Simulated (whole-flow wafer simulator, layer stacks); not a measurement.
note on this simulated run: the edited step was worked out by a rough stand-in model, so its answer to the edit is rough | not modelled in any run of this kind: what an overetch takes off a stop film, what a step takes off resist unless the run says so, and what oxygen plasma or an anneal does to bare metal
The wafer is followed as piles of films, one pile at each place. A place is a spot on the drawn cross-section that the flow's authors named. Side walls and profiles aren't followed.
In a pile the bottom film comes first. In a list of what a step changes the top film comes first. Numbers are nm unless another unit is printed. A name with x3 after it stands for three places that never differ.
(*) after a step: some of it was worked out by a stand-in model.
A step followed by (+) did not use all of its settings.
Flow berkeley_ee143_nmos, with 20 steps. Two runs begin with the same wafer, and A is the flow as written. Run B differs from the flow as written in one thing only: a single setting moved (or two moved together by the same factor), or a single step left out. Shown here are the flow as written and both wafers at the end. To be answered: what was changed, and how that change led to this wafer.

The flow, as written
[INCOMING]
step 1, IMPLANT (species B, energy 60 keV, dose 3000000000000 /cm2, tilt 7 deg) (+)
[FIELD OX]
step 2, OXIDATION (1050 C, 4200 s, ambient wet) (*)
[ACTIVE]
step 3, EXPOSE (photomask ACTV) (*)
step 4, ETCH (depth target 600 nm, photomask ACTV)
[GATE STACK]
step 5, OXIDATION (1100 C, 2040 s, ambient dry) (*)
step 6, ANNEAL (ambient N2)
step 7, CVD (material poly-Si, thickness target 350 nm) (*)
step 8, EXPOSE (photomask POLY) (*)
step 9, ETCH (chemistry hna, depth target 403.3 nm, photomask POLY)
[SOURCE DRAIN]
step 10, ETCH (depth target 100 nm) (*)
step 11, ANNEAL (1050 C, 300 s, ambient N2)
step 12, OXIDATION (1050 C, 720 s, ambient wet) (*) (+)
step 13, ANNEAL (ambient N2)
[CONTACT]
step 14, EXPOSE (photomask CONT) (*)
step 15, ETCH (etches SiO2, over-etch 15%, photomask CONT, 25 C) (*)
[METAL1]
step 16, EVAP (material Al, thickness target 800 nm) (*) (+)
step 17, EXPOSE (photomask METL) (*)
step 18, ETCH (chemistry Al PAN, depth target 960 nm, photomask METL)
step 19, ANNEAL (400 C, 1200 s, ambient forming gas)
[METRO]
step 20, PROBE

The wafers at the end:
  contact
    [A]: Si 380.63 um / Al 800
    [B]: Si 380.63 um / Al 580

Cause: step 16, EVAP: thickness target 580 nm was run, whereas the flow has thickness target 800 nm.
The wafer itself shows it: contact has Al 580, and step 16 as written asks for 800 nm.

The path from the change to this, step by step:
  step 16, EVAP (material Al, thickness target 800 nm) (*) (+)
      gate, sd, contact, field: A Al gains 800 (new film) | B Al gains 580 (new film)
  step 18, ETCH (chemistry Al PAN, depth target 960 nm, photomask METL)
      gate, sd, field: A Al loses 800 (all of it) | B Al loses 580 (all of it)
